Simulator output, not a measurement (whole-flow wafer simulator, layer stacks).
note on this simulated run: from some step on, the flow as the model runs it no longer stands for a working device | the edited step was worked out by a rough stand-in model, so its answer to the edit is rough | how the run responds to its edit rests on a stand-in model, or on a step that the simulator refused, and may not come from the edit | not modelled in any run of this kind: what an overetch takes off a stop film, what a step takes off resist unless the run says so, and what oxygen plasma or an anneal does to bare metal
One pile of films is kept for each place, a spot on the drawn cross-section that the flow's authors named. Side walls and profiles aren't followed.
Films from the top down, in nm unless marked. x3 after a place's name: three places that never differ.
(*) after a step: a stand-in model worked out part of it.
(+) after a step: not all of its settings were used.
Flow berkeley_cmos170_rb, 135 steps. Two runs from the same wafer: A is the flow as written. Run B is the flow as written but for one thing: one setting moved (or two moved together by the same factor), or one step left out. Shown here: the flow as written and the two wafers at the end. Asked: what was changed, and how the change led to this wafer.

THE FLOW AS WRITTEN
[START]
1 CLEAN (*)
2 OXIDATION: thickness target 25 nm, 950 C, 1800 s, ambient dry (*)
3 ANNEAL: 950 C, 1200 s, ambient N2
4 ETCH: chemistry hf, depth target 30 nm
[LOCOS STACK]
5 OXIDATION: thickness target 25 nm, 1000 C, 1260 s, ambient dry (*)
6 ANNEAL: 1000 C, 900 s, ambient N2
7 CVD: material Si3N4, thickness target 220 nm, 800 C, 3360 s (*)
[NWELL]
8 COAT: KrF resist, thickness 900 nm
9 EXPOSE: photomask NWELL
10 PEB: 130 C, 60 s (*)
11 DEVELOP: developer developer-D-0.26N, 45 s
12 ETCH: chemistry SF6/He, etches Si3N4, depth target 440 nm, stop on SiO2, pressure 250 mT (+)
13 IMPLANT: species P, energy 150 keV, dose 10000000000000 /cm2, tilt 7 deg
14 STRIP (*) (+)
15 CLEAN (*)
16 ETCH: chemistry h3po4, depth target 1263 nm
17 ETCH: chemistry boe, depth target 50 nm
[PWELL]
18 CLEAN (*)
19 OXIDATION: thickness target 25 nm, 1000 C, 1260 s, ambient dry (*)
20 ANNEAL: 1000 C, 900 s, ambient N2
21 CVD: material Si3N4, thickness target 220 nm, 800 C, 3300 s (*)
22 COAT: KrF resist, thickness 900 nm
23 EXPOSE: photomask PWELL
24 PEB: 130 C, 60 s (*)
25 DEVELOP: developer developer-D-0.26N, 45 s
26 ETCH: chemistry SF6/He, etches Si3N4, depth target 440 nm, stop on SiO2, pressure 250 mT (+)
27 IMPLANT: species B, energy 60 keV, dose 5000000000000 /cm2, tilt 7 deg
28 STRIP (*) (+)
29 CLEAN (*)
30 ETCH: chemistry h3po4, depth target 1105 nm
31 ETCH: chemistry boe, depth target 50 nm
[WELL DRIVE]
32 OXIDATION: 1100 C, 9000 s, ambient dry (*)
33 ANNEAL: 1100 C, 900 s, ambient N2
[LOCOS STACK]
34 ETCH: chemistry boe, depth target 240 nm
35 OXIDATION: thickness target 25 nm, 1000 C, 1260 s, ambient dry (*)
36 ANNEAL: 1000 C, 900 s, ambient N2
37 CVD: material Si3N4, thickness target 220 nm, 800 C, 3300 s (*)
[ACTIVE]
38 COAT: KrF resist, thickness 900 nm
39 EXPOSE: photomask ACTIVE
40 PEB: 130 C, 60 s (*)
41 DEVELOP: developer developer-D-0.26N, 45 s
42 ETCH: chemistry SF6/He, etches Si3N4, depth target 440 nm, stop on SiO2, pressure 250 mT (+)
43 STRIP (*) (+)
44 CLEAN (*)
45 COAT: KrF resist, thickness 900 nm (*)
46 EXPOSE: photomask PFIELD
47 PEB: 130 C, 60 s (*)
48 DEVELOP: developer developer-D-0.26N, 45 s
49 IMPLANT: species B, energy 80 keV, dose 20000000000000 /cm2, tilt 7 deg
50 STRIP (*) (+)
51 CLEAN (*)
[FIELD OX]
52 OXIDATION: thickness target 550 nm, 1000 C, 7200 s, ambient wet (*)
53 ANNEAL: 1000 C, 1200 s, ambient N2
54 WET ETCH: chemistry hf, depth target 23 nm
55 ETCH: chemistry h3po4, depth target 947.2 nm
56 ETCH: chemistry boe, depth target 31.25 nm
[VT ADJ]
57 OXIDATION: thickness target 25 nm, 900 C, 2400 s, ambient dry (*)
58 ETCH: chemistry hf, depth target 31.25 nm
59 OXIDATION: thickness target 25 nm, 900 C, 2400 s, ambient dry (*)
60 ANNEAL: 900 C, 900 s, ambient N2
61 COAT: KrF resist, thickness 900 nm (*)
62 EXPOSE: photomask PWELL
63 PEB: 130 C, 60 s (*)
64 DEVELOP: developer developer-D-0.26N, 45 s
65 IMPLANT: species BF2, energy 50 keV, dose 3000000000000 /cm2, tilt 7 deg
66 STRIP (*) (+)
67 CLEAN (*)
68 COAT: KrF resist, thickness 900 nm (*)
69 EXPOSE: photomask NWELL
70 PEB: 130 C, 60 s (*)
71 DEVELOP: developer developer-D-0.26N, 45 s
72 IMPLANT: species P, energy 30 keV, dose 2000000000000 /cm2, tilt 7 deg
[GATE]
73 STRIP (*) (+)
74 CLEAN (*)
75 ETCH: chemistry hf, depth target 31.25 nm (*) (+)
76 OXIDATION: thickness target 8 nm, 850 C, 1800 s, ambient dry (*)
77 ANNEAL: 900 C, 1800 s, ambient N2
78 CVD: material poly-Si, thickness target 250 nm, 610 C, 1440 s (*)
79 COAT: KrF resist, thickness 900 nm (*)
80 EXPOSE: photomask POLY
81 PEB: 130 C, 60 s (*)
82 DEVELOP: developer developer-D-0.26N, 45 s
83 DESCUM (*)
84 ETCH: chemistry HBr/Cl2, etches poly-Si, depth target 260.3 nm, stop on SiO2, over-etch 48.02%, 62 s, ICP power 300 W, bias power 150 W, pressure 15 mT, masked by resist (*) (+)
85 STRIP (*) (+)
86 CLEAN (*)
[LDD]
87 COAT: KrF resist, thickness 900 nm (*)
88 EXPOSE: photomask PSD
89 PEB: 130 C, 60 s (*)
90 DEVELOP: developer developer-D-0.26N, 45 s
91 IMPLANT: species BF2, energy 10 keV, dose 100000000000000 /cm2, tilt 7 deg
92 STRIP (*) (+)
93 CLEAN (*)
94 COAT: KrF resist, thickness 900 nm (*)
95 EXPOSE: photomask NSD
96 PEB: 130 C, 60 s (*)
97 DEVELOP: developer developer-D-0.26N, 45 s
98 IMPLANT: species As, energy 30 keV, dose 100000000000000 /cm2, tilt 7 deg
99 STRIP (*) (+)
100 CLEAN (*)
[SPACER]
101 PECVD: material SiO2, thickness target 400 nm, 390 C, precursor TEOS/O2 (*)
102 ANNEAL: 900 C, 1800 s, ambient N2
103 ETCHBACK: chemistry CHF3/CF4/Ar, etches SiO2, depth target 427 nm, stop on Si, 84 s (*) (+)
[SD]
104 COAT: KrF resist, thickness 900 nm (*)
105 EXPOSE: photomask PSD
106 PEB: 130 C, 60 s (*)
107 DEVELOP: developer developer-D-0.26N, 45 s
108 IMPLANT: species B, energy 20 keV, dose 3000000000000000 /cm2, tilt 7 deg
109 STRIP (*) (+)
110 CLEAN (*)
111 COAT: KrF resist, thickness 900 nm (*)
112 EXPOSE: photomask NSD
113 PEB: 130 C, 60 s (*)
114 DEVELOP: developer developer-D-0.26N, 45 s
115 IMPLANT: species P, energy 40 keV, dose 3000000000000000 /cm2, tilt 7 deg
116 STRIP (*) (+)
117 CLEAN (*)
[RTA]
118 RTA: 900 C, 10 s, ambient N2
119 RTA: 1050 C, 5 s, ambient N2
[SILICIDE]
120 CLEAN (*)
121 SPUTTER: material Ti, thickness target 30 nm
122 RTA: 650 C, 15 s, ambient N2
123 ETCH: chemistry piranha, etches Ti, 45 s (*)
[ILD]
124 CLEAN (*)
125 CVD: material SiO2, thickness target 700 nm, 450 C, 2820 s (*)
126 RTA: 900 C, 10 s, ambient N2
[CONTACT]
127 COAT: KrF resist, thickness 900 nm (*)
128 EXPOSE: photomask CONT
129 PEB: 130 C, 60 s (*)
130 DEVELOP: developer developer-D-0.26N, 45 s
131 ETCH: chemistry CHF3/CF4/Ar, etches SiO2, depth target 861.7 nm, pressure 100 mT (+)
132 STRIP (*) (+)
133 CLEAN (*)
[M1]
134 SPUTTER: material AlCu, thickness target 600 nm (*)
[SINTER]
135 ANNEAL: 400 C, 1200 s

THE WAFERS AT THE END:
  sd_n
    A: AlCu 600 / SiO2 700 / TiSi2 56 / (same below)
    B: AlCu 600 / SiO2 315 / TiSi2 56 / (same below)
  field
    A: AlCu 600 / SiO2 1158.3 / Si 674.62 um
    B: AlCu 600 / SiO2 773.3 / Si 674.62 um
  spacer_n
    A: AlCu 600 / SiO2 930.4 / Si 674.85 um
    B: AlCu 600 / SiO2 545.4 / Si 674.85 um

The cause: step 125, CVD: 1269 s was run, where the flow has 2820 s.

How the change led to this, step by step:
  125 CVD: material SiO2, thickness target 700 nm, 450 C, 2820 s (*)
      sd_n, gate, sd_p, gate_p, contact, m1: A SiO2 +700 (new film) | B SiO2 +315 (new film)
      field, spacer_n, spacer_p: A SiO2 +700 | B SiO2 +315
  127 COAT: KrF resist, thickness 900 nm (*)
      field: A KrF resist +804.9 (new film) | B KrF resist +787.8 (new film)
      spacer_n: A KrF resist +819.8 (new film) | B KrF resist +799.6 (new film)
      (and at 4 more places)
  131 ETCH: chemistry CHF3/CF4/Ar, etches SiO2, depth target 861.7 nm, pressure 100 mT (+)
      field, sd_n, spacer_n, gate, sd_p, spacer_p, gate_p, m1: A KrF resist -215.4 | B KrF resist -118.1
      contact: A SiO2 -700 (all of it), TiSi2 -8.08 | B SiO2 -315 (all of it), TiSi2 -7.88
  132 STRIP (*) (+)
      field: A KrF resist -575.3 (all of it) | B KrF resist -655.5 (all of it)
      sd_n: A KrF resist -780.4 (all of it) | B KrF resist -862.3 (all of it)
      (and at 6 more places)
  134 SPUTTER: material AlCu, thickness target 600 nm (*)
      contact: A AlCu +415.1 (new film) | B AlCu +524 (new film)
